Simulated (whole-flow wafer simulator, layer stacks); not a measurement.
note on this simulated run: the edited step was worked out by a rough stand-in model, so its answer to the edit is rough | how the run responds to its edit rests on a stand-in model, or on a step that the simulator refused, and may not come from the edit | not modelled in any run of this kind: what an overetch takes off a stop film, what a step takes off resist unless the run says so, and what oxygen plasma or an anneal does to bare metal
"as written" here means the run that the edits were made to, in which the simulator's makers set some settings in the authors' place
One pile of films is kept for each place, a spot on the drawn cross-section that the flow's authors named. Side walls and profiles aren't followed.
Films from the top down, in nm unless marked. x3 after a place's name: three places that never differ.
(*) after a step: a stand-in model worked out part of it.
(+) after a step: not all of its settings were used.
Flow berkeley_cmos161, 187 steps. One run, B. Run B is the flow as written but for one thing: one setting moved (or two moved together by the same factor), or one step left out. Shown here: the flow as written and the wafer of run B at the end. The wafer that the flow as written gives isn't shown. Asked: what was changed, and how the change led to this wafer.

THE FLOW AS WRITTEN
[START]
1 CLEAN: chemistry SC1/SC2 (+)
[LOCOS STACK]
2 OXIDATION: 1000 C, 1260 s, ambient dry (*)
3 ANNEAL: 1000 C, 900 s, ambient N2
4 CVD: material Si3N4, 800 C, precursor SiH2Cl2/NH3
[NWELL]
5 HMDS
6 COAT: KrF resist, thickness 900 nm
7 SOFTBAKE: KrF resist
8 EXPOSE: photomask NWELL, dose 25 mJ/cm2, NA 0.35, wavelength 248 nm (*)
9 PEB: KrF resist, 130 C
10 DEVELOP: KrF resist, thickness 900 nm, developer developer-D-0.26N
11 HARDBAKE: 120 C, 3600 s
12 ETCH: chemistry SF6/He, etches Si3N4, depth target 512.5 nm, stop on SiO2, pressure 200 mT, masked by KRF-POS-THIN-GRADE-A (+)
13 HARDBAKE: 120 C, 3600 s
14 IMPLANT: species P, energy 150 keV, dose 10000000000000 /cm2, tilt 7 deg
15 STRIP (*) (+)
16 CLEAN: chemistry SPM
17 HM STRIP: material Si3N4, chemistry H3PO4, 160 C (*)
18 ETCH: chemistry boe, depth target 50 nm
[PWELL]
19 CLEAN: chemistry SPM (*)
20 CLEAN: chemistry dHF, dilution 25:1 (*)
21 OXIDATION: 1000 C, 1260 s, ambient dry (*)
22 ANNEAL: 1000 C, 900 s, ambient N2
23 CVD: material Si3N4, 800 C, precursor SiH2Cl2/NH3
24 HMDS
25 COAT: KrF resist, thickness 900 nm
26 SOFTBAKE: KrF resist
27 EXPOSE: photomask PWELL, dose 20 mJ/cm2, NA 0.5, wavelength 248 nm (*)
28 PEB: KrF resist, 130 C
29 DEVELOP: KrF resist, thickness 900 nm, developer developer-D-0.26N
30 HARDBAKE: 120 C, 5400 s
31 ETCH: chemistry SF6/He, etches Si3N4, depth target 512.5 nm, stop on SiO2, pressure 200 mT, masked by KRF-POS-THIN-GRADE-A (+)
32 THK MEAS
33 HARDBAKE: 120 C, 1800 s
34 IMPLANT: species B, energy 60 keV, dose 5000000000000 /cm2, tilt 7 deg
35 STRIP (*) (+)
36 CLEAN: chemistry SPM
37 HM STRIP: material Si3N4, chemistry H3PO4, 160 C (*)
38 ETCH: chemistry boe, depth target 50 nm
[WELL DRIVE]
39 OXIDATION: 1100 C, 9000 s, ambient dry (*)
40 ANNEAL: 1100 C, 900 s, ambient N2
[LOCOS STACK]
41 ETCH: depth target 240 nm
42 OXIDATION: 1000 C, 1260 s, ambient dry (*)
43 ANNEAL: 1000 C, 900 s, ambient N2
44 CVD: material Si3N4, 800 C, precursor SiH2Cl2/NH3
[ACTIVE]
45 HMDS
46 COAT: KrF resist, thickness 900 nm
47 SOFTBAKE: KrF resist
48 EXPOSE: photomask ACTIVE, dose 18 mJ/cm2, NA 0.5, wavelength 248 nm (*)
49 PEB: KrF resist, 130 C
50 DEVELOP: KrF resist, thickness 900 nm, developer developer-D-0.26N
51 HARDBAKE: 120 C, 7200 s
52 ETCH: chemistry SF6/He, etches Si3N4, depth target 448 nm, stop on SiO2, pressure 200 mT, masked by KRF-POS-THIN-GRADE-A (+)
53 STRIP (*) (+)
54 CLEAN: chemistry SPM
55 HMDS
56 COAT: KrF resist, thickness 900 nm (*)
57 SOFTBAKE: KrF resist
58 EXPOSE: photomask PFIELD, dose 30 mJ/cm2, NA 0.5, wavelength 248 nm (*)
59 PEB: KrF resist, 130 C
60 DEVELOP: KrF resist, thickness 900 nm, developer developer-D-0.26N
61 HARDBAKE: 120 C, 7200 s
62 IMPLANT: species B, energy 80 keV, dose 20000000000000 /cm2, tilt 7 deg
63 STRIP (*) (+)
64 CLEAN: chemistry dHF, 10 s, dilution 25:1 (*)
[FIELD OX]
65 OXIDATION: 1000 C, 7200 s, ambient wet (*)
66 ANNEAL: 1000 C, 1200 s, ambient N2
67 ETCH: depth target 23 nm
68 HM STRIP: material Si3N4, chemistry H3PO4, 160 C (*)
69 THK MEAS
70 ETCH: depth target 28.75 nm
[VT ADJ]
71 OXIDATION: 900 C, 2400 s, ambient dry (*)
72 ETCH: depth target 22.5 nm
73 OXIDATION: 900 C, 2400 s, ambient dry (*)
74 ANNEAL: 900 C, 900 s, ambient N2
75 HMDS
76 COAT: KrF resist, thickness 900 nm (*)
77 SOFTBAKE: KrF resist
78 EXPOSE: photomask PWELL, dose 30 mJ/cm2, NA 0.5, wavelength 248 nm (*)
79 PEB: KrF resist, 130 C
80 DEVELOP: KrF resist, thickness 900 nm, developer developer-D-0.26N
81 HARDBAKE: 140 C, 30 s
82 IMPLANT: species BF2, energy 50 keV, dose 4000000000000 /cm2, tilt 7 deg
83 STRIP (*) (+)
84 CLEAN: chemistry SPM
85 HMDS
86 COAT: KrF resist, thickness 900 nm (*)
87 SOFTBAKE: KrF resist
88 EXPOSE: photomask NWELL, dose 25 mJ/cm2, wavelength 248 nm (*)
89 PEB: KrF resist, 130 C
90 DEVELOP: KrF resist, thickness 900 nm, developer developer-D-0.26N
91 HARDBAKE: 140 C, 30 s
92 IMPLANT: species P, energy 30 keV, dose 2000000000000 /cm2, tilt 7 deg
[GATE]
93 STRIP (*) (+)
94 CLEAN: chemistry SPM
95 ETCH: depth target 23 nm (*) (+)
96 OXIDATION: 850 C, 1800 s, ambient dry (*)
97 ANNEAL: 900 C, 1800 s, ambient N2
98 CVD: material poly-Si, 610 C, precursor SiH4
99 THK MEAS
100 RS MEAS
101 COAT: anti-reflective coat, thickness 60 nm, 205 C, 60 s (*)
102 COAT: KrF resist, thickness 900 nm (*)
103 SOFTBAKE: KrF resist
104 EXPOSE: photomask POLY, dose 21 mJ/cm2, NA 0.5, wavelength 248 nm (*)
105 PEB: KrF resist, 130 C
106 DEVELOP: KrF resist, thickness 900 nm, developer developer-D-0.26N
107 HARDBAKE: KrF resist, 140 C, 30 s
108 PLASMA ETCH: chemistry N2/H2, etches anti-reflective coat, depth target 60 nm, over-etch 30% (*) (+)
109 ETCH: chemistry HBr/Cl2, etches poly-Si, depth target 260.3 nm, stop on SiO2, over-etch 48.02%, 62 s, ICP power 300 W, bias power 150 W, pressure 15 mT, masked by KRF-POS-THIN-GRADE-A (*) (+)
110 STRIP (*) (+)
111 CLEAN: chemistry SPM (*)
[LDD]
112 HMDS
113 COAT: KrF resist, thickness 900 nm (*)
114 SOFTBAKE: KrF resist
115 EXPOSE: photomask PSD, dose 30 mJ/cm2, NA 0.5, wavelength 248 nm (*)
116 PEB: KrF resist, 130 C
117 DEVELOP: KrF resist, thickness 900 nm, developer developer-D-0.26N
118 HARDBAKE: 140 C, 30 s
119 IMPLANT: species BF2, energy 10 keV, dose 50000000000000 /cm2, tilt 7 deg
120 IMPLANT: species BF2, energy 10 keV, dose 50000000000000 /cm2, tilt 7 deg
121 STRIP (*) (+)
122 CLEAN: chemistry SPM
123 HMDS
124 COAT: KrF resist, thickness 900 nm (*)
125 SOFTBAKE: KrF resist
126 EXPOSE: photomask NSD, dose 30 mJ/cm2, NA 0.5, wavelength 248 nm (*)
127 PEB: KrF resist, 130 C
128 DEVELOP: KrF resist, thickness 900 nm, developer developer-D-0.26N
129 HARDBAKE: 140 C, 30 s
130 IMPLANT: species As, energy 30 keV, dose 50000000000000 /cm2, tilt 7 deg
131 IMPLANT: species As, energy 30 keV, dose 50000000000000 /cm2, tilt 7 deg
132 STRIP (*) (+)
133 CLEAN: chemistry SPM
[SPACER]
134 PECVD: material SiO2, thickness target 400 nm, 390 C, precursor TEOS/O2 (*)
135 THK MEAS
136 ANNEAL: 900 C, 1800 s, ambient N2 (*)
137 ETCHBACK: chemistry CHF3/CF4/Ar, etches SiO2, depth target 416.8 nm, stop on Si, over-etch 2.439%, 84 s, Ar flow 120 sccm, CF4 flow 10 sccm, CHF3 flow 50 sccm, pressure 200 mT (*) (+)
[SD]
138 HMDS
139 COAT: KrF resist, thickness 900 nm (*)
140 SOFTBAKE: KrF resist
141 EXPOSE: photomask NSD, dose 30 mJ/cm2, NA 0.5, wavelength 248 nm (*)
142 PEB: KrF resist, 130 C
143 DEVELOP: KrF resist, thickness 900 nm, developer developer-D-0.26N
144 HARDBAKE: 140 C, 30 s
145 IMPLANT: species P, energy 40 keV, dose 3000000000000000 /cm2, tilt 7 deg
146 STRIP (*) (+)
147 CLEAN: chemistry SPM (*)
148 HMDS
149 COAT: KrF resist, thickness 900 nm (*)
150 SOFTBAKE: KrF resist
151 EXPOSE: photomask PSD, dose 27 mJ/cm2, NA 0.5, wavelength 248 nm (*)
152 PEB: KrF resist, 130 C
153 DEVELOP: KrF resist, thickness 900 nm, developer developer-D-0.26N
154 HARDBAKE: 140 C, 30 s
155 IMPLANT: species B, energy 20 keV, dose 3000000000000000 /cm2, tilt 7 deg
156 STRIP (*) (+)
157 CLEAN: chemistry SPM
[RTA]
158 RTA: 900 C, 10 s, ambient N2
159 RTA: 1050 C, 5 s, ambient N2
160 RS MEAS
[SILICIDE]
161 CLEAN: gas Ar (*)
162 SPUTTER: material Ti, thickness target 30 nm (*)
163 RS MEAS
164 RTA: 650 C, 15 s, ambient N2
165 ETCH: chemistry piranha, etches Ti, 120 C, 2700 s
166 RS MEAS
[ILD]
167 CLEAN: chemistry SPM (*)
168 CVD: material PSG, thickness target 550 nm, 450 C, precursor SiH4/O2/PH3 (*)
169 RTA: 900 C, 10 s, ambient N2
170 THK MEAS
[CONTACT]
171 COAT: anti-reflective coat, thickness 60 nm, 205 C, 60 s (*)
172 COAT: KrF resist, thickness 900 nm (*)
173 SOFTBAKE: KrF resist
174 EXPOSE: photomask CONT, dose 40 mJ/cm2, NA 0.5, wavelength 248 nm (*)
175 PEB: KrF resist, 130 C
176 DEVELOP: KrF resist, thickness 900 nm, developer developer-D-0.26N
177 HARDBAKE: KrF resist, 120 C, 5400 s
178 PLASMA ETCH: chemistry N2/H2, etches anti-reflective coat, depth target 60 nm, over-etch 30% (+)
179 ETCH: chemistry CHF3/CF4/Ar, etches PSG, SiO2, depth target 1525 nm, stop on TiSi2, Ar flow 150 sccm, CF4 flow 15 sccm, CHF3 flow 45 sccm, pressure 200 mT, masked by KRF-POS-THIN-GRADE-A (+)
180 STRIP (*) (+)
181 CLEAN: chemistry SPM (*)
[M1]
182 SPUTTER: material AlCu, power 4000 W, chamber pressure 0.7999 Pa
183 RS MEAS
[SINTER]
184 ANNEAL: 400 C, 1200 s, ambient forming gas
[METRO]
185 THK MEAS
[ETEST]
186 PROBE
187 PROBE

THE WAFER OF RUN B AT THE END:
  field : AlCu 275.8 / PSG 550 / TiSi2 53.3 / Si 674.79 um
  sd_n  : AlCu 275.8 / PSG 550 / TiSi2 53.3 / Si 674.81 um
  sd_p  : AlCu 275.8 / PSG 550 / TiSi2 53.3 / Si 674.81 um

The cause: step 65, OXIDATION: 800 C was run, where the flow has 1000 C.

How the change led to this, step by step:
  65 OXIDATION: 1000 C, 7200 s, ambient wet (*)
      spacer_n, gate_n, spacer_p, gate_p, contact, m1: SiO2 +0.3 (new film), Si3N4 -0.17 (as written it would be: SiO2 +12.1 (new film), Si3N4 -6.7)
      sd_n, sd_p: SiO2 +0.3 (new film), Si3N4 -0.17, SiO2 +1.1, Si -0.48 (as written it would be: SiO2 +12.1 (new film), Si3N4 -6.7, SiO2 +0.25, Si -0.15)
      (and at 1 more place)
  67 ETCH: depth target 23 nm
      sd_n, spacer_n, gate_n, sd_p, spacer_p, gate_p, contact, m1: SiO2 -0.3 (all of it) (as written it would be: SiO2 -12.1 (all of it))
  68 HM STRIP: material Si3N4, chemistry H3PO4, 160 C (*)
      sd_n, spacer_n, gate_n, sd_p, spacer_p, gate_p, contact, m1: Si3N4 -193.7 (all of it), SiO2 -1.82 (as written it would be: Si3N4 -187.1 (all of it), SiO2 -1.75)
  70 ETCH: depth target 28.75 nm
      sd_n, sd_p: SiO2 -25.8 (all of it) (as written it would be: SiO2 -25 (all of it))
  71 OXIDATION: 900 C, 2400 s, ambient dry (*)
      field: SiO2 +11.8, Si -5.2 (as written it would be: SiO2 +1.56, Si -0.69)
  72 ETCH: depth target 22.5 nm
      field: SiO2 -15.9 (all of it) (as written it would be: SiO2 -22.5)
  73 OXIDATION: 900 C, 2400 s, ambient dry (*)
      field: SiO2 +14.9 (new film), Si -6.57 (as written it would be: SiO2 +1.61, Si -0.71)
  76 COAT: KrF resist, thickness 900 nm (*)
      field: KrF resist +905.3 (new film) (as written it would be: KrF resist +836.5 (new film))
      sd_n: KrF resist +890.3 (new film) (as written it would be: KrF resist +1024.5 (new film))
      (and at 7 more places)
  80 DEVELOP: KrF resist, thickness 900 nm, developer developer-D-0.26N
      field: KrF resist -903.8 (all of it) (as written it would be: KrF resist -835.2 (all of it))
      sd_n: KrF resist -888.9 (all of it) (as written it would be: KrF resist -1022.8 (all of it))
      (and at 3 more places)
  81 HARDBAKE: 140 C, 30 s
      sd_p: KrF resist -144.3 (as written it would be: KrF resist -162.1)
      spacer_p: KrF resist -144.4 (as written it would be: KrF resist -158.7)
      (and at 2 more places)
  83 STRIP (*) (+)
      sd_p: KrF resist -732 (all of it) (as written it would be: KrF resist -824.2 (all of it))
      spacer_p: KrF resist -732.8 (all of it) (as written it would be: KrF resist -806.6 (all of it))
      (and at 2 more places)
  86 COAT: KrF resist, thickness 900 nm (*)
      field: KrF resist +905.3 (new film) (as written it would be: KrF resist +836.5 (new film))
      sd_n: KrF resist +890.3 (new film) (as written it would be: KrF resist +1024.5 (new film))
      (and at 7 more places)
  90 DEVELOP: KrF resist, thickness 900 nm, developer developer-D-0.26N
      sd_p: KrF resist -890.4 (all of it) (as written it would be: KrF resist -1000.6 (all of it))
      spacer_p: KrF resist -891.5 (all of it) (as written it would be: KrF resist -979.5 (all of it))
      (and at 1 more place)
  91 HARDBAKE: 140 C, 30 s
      spacer_n, gate_n: KrF resist -144.4 (as written it would be: KrF resist -159.3)
      field: KrF resist -146.5 (as written it would be: KrF resist -135.4)
      (and at 3 more places)
  93 STRIP (*) (+)
      field: KrF resist -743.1 (all of it) (as written it would be: KrF resist -685.6 (all of it))
      sd_n: KrF resist -730.7 (all of it) (as written it would be: KrF resist -842.9 (all of it))
      (and at 4 more places)
  95 ETCH: depth target 23 nm (*) (+)
      field: SiO2 -14.9 (all of it) (as written it would be: SiO2 -23)
  ... 35 more steps ...
  182 SPUTTER: material AlCu, power 4000 W, chamber pressure 0.7999 Pa
      sd_p: AlCu +275.8 (new film) (as written it would be: AlCu +234.7 (new film))
